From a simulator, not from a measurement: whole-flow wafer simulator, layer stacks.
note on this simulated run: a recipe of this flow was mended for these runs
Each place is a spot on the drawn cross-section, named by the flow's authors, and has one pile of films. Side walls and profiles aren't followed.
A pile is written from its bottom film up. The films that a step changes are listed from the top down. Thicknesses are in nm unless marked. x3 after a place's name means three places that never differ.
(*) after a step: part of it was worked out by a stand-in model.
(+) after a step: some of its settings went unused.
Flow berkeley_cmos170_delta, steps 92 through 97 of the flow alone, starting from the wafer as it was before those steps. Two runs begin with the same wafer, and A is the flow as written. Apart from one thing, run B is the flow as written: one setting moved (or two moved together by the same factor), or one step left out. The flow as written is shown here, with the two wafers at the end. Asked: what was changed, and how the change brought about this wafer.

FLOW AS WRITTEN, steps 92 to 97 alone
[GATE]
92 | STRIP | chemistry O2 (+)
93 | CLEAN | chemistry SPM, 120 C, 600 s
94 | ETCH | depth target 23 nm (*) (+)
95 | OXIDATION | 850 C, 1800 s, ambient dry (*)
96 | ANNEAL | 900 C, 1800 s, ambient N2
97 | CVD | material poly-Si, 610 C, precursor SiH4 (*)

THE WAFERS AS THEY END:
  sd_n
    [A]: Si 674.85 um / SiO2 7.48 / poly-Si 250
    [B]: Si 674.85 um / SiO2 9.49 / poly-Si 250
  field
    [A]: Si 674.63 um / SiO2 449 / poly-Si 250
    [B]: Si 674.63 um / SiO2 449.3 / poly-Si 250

Cause: step 95, OXIDATION: 873 C was run, though the flow has 850 C.

Step by step, how the change led to this:
  95 | OXIDATION | 850 C, 1800 s, ambient dry (*)
      sd_n, spacer_n, gate, sd_p, spacer_p x2, contact, m1: A +7.48 SiO2 (new film), -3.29 Si | B +9.49 SiO2 (new film), -4.17 Si
